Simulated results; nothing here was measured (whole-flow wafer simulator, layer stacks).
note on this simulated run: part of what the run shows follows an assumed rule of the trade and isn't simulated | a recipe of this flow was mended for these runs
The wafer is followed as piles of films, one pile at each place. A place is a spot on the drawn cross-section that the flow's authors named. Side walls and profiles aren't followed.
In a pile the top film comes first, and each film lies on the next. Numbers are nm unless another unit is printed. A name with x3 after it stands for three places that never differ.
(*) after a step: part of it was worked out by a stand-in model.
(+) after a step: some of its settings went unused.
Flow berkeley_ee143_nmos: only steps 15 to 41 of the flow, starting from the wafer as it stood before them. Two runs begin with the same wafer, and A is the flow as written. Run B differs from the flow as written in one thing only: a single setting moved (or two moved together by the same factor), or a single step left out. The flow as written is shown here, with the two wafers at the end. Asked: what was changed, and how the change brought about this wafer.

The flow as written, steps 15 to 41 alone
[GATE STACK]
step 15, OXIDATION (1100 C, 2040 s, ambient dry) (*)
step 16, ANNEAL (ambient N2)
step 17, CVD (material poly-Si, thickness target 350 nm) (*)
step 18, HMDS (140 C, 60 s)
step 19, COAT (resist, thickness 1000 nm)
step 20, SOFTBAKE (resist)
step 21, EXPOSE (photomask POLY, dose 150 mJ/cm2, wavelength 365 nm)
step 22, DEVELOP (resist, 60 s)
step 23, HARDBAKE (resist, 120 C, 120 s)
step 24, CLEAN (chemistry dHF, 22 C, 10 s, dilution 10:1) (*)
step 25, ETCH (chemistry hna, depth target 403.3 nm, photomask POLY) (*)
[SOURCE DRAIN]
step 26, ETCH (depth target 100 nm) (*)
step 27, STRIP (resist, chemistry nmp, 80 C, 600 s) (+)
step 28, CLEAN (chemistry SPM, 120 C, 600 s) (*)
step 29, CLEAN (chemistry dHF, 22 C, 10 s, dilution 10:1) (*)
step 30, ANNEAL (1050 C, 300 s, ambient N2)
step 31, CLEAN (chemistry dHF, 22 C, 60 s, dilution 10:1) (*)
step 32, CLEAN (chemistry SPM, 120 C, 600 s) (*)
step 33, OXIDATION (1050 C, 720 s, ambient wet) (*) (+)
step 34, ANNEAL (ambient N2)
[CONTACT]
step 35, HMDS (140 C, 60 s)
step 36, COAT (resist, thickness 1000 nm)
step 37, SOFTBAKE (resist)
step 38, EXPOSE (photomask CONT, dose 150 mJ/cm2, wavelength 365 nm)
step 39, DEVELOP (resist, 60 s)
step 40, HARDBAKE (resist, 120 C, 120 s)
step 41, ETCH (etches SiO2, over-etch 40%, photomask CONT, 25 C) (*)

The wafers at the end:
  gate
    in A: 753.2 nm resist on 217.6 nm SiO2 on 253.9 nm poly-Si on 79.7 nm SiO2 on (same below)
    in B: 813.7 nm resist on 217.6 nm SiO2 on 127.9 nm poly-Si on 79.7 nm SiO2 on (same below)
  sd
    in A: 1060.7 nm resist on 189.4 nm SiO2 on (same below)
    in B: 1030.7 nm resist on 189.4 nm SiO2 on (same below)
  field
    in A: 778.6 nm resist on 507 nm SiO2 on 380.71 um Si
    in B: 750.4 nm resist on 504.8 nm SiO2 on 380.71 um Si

The reason: step 17, CVD: thickness target 224 nm was run, though the flow has thickness target 350 nm.

Step by step, how the change led to this:
  step 17, CVD (material poly-Si, thickness target 350 nm) (*)
      gate, sd, contact, field: A poly-Si gains 350 (new film) | B poly-Si gains 224 (new film)
  step 19, COAT (resist, thickness 1000 nm)
      field: A resist gains 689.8 (new film) | B resist gains 665.9 (new film)
  step 22, DEVELOP (resist, 60 s)
      field: A resist loses 689.8 (all of it) | B resist loses 665.9 (all of it)
  step 25, ETCH (chemistry hna, depth target 403.3 nm, photomask POLY) (*)
      sd, contact, field: A poly-Si loses 350 (all of it), SiO2 loses 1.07 | B poly-Si loses 224 (all of it), SiO2 loses 3.59
  step 26, ETCH (depth target 100 nm) (*)
      sd, contact: A SiO2 loses 78.6 (all of it) | B SiO2 loses 76.1 (all of it)
  step 36, COAT (resist, thickness 1000 nm)
      gate: A resist gains 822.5 (new film) | B resist gains 889 (new film)
      sd: A resist gains 1160.4 (new film) | B resist gains 1127.4 (new film)
      (also at 2 further places)
  step 39, DEVELOP (resist, 60 s)
      contact: A resist loses 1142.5 (all of it) | B resist loses 1119.1 (all of it)
  step 40, HARDBAKE (resist, 120 C, 120 s)
      gate: A resist loses 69 | B resist loses 74.9
      sd: A resist loses 99.3 | B resist loses 96.3
      (also at 1 further place)
